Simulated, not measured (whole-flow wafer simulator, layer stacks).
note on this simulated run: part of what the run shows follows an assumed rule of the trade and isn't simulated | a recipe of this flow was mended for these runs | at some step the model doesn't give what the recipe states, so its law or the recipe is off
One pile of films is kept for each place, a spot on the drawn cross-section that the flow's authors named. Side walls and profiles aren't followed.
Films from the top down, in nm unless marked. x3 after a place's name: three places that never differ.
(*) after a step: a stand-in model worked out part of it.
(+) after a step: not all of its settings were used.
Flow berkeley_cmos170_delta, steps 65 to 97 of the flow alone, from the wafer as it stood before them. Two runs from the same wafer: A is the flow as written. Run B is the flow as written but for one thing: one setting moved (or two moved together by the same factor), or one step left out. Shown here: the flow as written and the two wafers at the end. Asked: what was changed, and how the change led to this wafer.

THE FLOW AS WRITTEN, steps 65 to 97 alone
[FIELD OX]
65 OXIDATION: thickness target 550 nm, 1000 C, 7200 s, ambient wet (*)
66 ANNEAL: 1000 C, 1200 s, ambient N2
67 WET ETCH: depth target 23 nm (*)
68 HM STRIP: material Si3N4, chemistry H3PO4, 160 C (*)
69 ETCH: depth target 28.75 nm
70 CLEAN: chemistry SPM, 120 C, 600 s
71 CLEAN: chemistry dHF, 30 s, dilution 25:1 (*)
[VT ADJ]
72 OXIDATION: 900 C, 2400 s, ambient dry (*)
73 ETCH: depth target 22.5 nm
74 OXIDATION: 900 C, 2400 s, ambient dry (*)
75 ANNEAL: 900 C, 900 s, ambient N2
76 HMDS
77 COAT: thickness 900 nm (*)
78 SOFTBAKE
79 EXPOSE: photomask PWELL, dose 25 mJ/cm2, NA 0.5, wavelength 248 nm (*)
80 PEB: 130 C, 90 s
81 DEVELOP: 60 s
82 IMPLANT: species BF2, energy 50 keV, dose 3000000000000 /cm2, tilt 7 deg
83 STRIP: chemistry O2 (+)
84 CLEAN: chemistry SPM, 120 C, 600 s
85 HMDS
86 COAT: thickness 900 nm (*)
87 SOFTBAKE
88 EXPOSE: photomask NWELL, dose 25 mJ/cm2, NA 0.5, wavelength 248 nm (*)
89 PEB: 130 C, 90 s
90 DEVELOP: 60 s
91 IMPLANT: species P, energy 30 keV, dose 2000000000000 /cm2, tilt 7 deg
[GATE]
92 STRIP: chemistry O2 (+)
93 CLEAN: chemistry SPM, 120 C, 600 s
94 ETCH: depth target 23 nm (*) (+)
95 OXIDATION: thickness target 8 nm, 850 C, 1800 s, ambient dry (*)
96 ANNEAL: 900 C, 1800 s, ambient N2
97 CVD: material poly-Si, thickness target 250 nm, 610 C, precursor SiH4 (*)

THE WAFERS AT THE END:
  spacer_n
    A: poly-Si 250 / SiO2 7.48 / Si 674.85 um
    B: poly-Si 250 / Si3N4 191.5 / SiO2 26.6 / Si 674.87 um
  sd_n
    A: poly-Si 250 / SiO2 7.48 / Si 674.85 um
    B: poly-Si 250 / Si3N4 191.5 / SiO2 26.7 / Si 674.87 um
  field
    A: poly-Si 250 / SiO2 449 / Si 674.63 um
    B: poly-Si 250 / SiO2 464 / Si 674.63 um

The cause: step 68, HM STRIP: material Si3N4, chemistry H3PO4, 160 C (*), was left out.

How the change led to this, step by step:
  69 ETCH: depth target 28.75 nm
      spacer_n, gate, spacer_p, gate_p, contact, m1: A SiO2 -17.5 (all of it) | B Si3N4 -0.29
      sd_n, sd_p: A SiO2 -17.6 (all of it) | B Si3N4 -0.29
  70 CLEAN: chemistry SPM, 120 C, 600 s
      sd_n, spacer_n, gate, sd_p, spacer_p, gate_p, contact, m1: A chemical SiO2 +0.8 (new film), Si -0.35 | B nothing
  71 CLEAN: chemistry dHF, 30 s, dilution 25:1 (*)
      sd_n, spacer_n, gate, sd_p, spacer_p, gate_p, contact, m1: A chemical SiO2 -0.8 (all of it) | B Si3N4 -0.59
  72 OXIDATION: 900 C, 2400 s, ambient dry (*)
      sd_n, spacer_n, gate, sd_p, spacer_p, gate_p, contact, m1: A SiO2 +14.9 (new film), Si -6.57 | B nothing
  73 ETCH: depth target 22.5 nm
      sd_n, spacer_n, gate, sd_p, spacer_p, gate_p, contact, m1: A SiO2 -14.9 (all of it) | B Si3N4 -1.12
  74 OXIDATION: 900 C, 2400 s, ambient dry (*)
      sd_n, spacer_n, gate, sd_p, spacer_p, gate_p, contact, m1: A SiO2 +14.9 (new film), Si -6.57 | B nothing
  77 COAT: thickness 900 nm (*)
      field: A KrF-resist +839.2 (new film) | B KrF-resist +892.5 (new film)
      sd_n: A KrF-resist +1019.4 (new film) | B KrF-resist +914.1 (new film)
      (and at 7 more places)
  81 DEVELOP: 60 s
      field: A KrF-resist -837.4 (all of it) | B KrF-resist -890.6 (all of it)
      sd_n: A KrF-resist -1017.1 (all of it) | B KrF-resist -912.1 (all of it)
      (and at 4 more places)
  83 STRIP: chemistry O2 (+)
      sd_p: A KrF-resist -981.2 (all of it) | B KrF-resist -894.9 (all of it)
      spacer_p: A KrF-resist -961.3 (all of it) | B KrF-resist -892.9 (all of it)
      (and at 1 more place)
  86 COAT: thickness 900 nm (*)
      field: A KrF-resist +839.2 (new film) | B KrF-resist +892.5 (new film)
      sd_n: A KrF-resist +1019.4 (new film) | B KrF-resist +914.1 (new film)
      (and at 7 more places)
  90 DEVELOP: 60 s
      sd_p: A KrF-resist -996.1 (all of it) | B KrF-resist -909.8 (all of it)
      spacer_p: A KrF-resist -976.3 (all of it) | B KrF-resist -907.8 (all of it)
      (and at 1 more place)
  92 STRIP: chemistry O2 (+)
      field: A KrF-resist -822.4 (all of it) | B KrF-resist -875.6 (all of it)
      sd_n: A KrF-resist -1002.2 (all of it) | B KrF-resist -897.2 (all of it)
      (and at 4 more places)
  94 ETCH: depth target 23 nm (*) (+)
      sd_n, spacer_n, gate, sd_p, spacer_p, gate_p, contact, m1: A SiO2 -14.9 (all of it) | B Si3N4 -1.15
  95 OXIDATION: thickness target 8 nm, 850 C, 1800 s, ambient dry (*)
      sd_n, spacer_n, gate, sd_p, spacer_p, gate_p, contact, m1: A SiO2 +7.48 (new film), Si -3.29 | B nothing
